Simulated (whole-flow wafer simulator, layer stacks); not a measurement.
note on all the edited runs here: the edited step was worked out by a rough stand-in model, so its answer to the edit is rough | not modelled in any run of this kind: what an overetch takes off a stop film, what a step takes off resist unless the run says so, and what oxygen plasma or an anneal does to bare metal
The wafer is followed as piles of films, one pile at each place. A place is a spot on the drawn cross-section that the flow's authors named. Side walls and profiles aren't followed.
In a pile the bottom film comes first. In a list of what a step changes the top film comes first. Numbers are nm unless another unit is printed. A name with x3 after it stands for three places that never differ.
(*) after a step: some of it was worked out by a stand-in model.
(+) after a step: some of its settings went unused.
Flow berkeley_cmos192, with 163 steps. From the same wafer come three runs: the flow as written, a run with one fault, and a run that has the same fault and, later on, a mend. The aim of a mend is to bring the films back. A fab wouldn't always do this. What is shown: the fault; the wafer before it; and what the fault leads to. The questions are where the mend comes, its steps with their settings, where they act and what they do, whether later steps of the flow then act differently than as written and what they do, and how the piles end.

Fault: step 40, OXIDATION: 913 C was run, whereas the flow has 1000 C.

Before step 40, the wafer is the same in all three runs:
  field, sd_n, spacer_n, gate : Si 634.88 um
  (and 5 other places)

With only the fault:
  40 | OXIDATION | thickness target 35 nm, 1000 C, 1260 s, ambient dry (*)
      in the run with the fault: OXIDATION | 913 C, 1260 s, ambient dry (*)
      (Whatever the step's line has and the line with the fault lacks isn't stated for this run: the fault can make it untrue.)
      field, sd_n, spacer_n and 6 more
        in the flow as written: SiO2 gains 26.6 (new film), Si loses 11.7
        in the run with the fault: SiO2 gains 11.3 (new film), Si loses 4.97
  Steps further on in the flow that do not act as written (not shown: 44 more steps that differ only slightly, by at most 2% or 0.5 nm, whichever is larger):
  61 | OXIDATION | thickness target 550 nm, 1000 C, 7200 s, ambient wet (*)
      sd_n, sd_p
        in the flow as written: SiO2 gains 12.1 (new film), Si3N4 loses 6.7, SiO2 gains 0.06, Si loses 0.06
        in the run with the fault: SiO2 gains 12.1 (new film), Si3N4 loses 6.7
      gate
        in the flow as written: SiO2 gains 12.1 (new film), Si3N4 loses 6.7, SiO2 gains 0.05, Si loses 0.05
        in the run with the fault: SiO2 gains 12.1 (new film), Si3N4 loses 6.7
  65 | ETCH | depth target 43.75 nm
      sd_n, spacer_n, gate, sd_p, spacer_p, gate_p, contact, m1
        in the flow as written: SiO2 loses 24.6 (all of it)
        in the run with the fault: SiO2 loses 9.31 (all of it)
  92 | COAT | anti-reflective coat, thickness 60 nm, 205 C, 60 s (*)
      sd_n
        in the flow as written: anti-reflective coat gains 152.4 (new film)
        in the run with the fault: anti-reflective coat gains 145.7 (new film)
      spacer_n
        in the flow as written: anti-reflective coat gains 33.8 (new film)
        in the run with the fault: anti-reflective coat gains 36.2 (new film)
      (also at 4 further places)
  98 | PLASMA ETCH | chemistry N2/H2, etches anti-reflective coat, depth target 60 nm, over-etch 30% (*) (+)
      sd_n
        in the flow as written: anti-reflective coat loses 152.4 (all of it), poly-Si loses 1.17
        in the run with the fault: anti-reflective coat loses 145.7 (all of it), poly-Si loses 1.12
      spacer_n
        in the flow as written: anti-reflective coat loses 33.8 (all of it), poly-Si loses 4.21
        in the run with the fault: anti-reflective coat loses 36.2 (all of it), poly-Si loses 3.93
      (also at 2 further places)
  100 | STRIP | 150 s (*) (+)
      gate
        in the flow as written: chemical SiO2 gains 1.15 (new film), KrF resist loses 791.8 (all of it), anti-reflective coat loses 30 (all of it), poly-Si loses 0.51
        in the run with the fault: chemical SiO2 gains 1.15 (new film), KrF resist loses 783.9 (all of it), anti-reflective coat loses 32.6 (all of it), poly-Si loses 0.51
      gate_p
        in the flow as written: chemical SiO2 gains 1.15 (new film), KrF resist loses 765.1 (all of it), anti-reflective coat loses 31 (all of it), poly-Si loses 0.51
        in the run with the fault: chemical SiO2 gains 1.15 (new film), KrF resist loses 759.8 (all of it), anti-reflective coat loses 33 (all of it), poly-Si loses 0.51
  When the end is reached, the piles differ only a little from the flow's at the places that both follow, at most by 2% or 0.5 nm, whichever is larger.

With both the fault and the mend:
  The mend follows step 41.
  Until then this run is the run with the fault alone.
  41a | OXIDATION | 1000 C, 860 s, ambient dry (*) (a further turn of the flow's step 40, with different settings)
      field, sd_n, spacer_n and 6 more
        SiO2 gains 15.2, Si loses 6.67
  Later steps of the flow that are run all act as written at every place that is followed, up to a difference of at most 2% or 0.5 nm, whichever is larger.
  At every place that both follow, the piles at the end match the flow's.
